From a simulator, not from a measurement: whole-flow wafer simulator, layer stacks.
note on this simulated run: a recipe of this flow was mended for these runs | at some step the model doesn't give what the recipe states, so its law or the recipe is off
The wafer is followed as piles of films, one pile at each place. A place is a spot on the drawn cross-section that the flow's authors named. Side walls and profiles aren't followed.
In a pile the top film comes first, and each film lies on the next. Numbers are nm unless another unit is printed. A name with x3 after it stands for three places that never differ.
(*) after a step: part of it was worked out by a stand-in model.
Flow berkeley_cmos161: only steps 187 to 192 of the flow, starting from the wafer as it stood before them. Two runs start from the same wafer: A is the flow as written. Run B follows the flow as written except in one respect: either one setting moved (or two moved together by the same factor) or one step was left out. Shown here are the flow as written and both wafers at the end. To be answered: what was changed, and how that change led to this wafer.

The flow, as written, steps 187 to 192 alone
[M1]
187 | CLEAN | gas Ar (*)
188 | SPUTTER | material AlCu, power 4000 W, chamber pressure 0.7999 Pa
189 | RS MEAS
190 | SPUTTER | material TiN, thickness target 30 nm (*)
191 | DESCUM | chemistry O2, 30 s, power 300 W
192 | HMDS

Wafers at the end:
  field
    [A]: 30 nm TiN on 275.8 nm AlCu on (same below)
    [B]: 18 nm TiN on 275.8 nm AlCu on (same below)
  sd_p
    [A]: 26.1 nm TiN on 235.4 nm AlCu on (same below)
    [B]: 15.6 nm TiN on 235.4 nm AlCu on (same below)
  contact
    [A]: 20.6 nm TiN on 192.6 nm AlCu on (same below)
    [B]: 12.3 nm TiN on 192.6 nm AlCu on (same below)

The reason: step 190, SPUTTER: thickness target 18 nm was run, though the flow has thickness target 30 nm.
The wafer itself shows it: field has TiN 18, and step 190 as written asks for 30 nm.

How this came from the change, step by step:
  190 | SPUTTER | material TiN, thickness target 30 nm (*)
      field, sd_n, spacer_n, gate_n, spacer_p, gate_p, m1: A +30 TiN (new film) | B +18 TiN (new film)
      sd_p: A +26.1 TiN (new film) | B +15.6 TiN (new film)
      (as well as at 1 more place)
